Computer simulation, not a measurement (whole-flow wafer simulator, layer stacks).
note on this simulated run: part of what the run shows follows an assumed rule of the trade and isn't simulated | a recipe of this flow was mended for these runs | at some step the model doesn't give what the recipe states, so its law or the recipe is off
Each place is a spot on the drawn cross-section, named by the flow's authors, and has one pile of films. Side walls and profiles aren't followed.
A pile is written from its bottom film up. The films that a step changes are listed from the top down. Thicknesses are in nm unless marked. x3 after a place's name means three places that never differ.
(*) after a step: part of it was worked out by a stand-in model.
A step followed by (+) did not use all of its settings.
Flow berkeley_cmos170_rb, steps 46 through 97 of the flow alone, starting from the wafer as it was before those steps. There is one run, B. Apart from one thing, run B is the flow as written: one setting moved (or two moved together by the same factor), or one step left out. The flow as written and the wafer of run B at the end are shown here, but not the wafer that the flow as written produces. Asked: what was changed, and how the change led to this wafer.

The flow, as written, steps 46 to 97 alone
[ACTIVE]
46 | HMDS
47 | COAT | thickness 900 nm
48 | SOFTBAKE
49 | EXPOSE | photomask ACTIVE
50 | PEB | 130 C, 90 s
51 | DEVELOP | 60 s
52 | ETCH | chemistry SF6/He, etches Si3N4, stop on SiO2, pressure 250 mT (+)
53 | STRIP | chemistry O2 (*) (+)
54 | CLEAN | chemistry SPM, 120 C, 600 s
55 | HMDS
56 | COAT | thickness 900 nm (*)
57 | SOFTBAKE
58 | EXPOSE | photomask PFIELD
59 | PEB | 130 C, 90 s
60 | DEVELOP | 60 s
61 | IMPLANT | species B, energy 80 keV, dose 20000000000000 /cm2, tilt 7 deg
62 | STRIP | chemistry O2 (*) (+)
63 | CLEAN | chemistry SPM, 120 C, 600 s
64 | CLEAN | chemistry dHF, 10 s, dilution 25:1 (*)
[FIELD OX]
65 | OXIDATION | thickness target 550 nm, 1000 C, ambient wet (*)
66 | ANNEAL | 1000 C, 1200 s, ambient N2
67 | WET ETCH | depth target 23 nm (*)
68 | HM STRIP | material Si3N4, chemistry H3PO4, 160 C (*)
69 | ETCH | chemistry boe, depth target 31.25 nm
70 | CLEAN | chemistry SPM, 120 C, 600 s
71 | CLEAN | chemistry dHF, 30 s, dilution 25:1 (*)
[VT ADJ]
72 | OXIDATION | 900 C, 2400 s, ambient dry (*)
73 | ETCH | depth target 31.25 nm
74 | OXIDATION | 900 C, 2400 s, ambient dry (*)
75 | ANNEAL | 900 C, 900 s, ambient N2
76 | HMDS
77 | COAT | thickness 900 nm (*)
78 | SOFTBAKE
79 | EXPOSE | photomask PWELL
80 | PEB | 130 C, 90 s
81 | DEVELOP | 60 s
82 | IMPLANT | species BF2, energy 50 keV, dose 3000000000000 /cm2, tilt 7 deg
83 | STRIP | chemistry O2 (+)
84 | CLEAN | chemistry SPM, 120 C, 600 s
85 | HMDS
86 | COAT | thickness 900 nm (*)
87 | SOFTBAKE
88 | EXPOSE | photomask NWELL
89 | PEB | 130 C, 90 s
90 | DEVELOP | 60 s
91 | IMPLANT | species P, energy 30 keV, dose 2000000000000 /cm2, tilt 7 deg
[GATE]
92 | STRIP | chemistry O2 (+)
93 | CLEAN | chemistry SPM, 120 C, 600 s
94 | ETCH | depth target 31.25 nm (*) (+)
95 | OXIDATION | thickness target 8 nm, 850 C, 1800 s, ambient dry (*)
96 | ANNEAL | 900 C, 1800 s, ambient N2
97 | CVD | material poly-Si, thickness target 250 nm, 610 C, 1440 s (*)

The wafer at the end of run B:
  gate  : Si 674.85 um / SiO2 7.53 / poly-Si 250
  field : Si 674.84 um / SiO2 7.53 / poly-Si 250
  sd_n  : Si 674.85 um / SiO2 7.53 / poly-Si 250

Cause: step 65, OXIDATION: thickness target 550 nm, 1000 C, ambient wet (*), was not run.

Step by step, how the change led to this:
  67 | WET ETCH | depth target 23 nm (*)
      sd_n, spacer_n, gate, sd_p, spacer_p, gate_p, contact, m1: Si3N4 loses 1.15 (as written it would have been: SiO2 loses 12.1 (all of it), Si3N4 loses 0.54)
      field: SiO2 loses 16.1 (all of it) (as written it would have been: SiO2 loses 23)
  68 | HM STRIP | material Si3N4, chemistry H3PO4, 160 C (*)
      field: Si loses 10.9 (as written it would have been: SiO2 loses 9.95)
      sd_n, spacer_n, gate, sd_p, spacer_p, gate_p, contact, m1: Si3N4 loses 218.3 (all of it), SiO2 loses 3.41 (as written it would have been: Si3N4 loses 212.2 (all of it), SiO2 loses 3.32)
  69 | ETCH | chemistry boe, depth target 31.25 nm
      field: nothing (as written it would have been: SiO2 loses 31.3)
      sd_n: SiO2 loses 23.1 (all of it) (as written it would have been: SiO2 loses 24.8 (all of it))
  70 | CLEAN | chemistry SPM, 120 C, 600 s
      field: chemical SiO2 gains 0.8 (new film), Si loses 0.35 (as written it would have been: nothing)
  71 | CLEAN | chemistry dHF, 30 s, dilution 25:1 (*)
      field: chemical SiO2 loses 0.8 (all of it) (as written it would have been: SiO2 loses 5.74)
  72 | OXIDATION | 900 C, 2400 s, ambient dry (*)
      field: SiO2 gains 15 (new film), Si loses 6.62 (as written it would have been: SiO2 gains 1.61, Si loses 0.71)
  73 | ETCH | depth target 31.25 nm
      field: SiO2 loses 15 (all of it) (as written it would have been: SiO2 loses 31.2)
  74 | OXIDATION | 900 C, 2400 s, ambient dry (*)
      field: SiO2 gains 15 (new film), Si loses 6.62 (as written it would have been: SiO2 gains 1.69, Si loses 0.74)
  77 | COAT | thickness 900 nm (*)
      field: KrF-resist gains 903 (new film) (as written it would have been: KrF-resist gains 841.8 (new film))
      sd_n: KrF-resist gains 894.3 (new film) (as written it would have been: KrF-resist gains 1014.8 (new film))
      (as well as at 7 more places)
  81 | DEVELOP | 60 s
      field: KrF-resist loses 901 (all of it) (as written it would have been: KrF-resist loses 839.9 (all of it))
      sd_n: KrF-resist loses 892.4 (all of it) (as written it would have been: KrF-resist loses 1012.5 (all of it))
      (as well as at 4 more places)
  83 | STRIP | chemistry O2 (+)
      sd_p: KrF-resist loses 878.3 (all of it) (as written it would have been: KrF-resist loses 977.3 (all of it))
      spacer_p: KrF-resist loses 879.1 (all of it) (as written it would have been: KrF-resist loses 958.6 (all of it))
      (as well as at 1 more place)
  86 | COAT | thickness 900 nm (*)
      field: KrF-resist gains 903 (new film) (as written it would have been: KrF-resist gains 841.8 (new film))
      sd_n: KrF-resist gains 894.3 (new film) (as written it would have been: KrF-resist gains 1014.8 (new film))
      (as well as at 7 more places)
  90 | DEVELOP | 60 s
      sd_p: KrF-resist loses 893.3 (all of it) (as written it would have been: KrF-resist loses 992.2 (all of it))
      spacer_p: KrF-resist loses 894.1 (all of it) (as written it would have been: KrF-resist loses 973.6 (all of it))
      (as well as at 1 more place)
  92 | STRIP | chemistry O2 (+)
      field: KrF-resist loses 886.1 (all of it) (as written it would have been: KrF-resist loses 825 (all of it))
      sd_n: KrF-resist loses 877.4 (all of it) (as written it would have been: KrF-resist loses 997.5 (all of it))
      (as well as at 4 more places)
  94 | ETCH | depth target 31.25 nm (*) (+)
      field: SiO2 loses 15 (all of it) (as written it would have been: SiO2 loses 31.2)
  95 | OXIDATION | thickness target 8 nm, 850 C, 1800 s, ambient dry (*)
      field: SiO2 gains 7.53 (new film), Si loses 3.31 (as written it would have been: SiO2 gains 0.52, Si loses 0.23)
